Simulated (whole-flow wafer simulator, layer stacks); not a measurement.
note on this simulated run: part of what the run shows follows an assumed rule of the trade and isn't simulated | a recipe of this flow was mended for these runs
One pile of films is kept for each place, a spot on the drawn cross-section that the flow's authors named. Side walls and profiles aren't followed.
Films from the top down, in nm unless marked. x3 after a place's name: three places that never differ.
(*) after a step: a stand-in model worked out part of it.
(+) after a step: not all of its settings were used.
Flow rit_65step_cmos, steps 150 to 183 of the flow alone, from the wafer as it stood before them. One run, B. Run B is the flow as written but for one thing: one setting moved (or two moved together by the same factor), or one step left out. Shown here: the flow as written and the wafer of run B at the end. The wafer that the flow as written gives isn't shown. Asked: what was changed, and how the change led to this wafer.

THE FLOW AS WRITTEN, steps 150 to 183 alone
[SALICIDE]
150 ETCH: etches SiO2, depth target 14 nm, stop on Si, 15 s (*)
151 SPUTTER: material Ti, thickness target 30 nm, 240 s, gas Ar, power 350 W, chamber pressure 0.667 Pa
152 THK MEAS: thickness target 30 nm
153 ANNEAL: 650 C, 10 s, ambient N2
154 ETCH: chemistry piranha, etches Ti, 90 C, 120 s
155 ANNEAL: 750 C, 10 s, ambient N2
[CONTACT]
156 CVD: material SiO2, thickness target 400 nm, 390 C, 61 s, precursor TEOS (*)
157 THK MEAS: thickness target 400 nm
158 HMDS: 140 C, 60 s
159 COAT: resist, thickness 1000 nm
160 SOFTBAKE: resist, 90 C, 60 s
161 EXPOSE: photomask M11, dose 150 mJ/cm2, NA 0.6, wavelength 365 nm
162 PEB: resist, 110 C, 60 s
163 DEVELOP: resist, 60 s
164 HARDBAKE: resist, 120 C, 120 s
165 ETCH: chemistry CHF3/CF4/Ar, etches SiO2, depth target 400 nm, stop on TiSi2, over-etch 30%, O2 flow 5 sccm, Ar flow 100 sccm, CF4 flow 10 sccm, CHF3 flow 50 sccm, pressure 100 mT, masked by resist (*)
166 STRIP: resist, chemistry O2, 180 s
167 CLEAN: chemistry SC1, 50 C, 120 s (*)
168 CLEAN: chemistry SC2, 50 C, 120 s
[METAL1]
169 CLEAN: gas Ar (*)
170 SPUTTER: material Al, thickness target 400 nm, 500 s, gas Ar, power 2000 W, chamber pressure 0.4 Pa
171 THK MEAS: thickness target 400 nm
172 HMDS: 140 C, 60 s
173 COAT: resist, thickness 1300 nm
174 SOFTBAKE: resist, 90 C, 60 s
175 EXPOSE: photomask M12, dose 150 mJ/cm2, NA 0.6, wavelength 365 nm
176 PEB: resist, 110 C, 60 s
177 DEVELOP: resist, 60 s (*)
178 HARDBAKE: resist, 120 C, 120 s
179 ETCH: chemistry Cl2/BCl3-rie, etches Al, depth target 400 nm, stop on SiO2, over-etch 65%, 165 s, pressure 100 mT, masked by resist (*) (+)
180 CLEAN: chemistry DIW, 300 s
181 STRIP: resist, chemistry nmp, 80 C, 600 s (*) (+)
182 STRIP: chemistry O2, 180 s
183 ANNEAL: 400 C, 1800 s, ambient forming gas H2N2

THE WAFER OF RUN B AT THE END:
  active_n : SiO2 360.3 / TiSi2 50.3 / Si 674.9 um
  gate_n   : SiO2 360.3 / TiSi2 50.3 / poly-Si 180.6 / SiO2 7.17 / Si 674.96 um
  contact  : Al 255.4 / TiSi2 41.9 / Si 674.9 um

The cause: step 151, SPUTTER: thickness target 27 nm was run, where the flow has thickness target 30 nm; step 151, SPUTTER: 218 s was run, where the flow has 240 s.

How the change led to this, step by step:
  151 SPUTTER: material Ti, thickness target 30 nm, 240 s, gas Ar, power 350 W, chamber pressure 0.667 Pa
      field, field_pw, field_nw and 11 more: Ti +27 (new film) (as written it would be: Ti +30 (new film))
  153 ANNEAL: 650 C, 10 s, ambient N2
      active_n, active_p, sd_n, sd_p, contact, m1: Ti -21.1, TiSi first +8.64 (new film), TiSi2 C49 +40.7 (new film), Si -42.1 (as written it would be: Ti -23.4, TiSi first +15 (new film), TiSi2 C49 +37.2 (new film), Si -43.1)
      gate_n, gate_p: Ti -21.1, TiSi first +8.64 (new film), TiSi2 C49 +40.7 (new film), poly-Si -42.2 (as written it would be: Ti -23.4, TiSi first +15 (new film), TiSi2 C49 +37.2 (new film), poly-Si -43.3)
  154 ETCH: chemistry piranha, etches Ti, 90 C, 120 s
      active_n, active_p, gate_n, gate_p, sd_n, sd_p, contact, m1: Ti -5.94 (all of it), TiSi first -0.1 (as written it would be: Ti -6.6 (all of it), TiSi first -0.1)
      field, field_pw, field_nw, field_p, spacer, spacer_p: Ti -27 (all of it) (as written it would be: Ti -30 (all of it))
  155 ANNEAL: 750 C, 10 s, ambient N2
      active_n, active_p, sd_n, sd_p, contact, m1: TiSi2 +50.3 (new film), TiSi first -8.54 (all of it), TiSi2 C49 -40.7 (all of it), Si -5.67 (as written it would be: TiSi2 +55.9 (new film), TiSi first -14.9 (all of it), TiSi2 C49 -37.2 (all of it), Si -9.91)
      gate_n, gate_p: TiSi2 +50.3 (new film), TiSi first -8.54 (all of it), TiSi2 C49 -40.7 (all of it), poly-Si -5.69 (as written it would be: TiSi2 +55.9 (new film), TiSi first -14.9 (all of it), TiSi2 C49 -37.2 (all of it), poly-Si -9.95)
